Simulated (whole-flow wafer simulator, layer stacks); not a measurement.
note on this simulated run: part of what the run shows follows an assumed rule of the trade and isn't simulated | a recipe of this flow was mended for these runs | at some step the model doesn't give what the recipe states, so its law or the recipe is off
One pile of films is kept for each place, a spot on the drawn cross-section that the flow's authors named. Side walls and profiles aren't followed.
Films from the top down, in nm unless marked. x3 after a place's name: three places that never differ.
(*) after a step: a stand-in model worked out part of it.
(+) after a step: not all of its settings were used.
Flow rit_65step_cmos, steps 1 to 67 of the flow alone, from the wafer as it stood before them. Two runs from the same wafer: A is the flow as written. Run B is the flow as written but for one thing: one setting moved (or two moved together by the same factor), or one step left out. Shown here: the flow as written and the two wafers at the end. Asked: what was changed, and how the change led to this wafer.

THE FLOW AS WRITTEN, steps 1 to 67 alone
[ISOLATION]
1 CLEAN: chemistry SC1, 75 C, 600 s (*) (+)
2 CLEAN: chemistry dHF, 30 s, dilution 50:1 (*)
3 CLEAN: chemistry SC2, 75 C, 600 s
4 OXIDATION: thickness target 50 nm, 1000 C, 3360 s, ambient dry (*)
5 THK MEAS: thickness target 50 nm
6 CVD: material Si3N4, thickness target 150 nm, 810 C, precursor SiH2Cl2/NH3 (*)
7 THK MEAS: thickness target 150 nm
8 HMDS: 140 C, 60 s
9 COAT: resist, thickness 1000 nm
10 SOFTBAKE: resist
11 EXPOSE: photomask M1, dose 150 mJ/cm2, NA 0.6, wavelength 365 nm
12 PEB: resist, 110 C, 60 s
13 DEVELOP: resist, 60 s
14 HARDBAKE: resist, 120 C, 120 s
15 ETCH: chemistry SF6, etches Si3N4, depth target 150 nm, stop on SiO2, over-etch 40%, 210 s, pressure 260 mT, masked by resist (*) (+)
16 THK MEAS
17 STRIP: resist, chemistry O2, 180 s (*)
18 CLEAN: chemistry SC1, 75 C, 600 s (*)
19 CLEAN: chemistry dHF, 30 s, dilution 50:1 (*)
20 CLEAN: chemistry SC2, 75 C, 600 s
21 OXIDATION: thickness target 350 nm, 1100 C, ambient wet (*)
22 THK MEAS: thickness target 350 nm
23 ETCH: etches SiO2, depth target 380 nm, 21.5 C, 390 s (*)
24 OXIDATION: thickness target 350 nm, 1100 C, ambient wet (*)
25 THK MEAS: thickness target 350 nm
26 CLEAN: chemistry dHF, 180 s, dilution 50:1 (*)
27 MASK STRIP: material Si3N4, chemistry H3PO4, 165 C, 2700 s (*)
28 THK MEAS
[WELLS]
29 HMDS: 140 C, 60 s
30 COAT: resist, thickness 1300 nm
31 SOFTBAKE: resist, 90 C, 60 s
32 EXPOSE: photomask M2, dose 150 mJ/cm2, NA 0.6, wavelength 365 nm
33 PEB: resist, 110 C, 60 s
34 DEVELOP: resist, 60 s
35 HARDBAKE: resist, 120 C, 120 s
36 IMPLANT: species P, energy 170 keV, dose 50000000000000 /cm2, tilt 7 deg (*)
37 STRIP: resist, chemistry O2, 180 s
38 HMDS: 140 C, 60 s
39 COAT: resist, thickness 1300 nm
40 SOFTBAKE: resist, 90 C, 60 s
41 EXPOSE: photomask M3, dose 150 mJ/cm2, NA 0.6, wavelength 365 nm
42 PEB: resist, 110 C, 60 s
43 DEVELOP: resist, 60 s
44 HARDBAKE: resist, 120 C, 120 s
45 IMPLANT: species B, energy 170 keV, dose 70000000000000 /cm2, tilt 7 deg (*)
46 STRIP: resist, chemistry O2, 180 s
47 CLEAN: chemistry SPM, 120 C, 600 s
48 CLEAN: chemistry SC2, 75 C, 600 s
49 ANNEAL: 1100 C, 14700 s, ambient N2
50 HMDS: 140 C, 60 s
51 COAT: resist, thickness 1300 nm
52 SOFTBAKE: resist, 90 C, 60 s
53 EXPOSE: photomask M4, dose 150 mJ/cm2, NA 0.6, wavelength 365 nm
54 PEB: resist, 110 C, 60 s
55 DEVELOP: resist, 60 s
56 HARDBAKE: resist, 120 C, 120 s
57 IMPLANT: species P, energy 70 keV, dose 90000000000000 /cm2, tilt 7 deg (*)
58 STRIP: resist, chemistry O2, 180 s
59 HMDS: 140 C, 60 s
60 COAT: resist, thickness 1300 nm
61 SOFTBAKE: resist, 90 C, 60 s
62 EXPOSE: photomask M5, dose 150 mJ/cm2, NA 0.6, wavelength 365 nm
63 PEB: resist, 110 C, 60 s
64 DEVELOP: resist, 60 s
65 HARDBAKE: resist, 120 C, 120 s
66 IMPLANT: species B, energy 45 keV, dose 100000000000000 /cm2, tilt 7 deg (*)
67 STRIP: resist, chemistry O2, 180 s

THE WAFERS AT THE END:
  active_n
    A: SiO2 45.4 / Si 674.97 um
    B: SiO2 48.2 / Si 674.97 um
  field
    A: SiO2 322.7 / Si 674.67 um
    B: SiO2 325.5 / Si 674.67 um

The cause: step 27, MASK STRIP: 1991 s was run, where the flow has 2700 s.

How the change led to this, step by step:
  27 MASK STRIP: material Si3N4, chemistry H3PO4, 165 C, 2700 s (*)
      active_n, active_p, gate_n and 7 more: A Si3N4 -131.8 (all of it), SiO2 -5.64 | B Si3N4 -131.8 (all of it), SiO2 -2.84
      field, field_pw, field_nw, field_p: A SiO2 -10.7 | B SiO2 -7.87
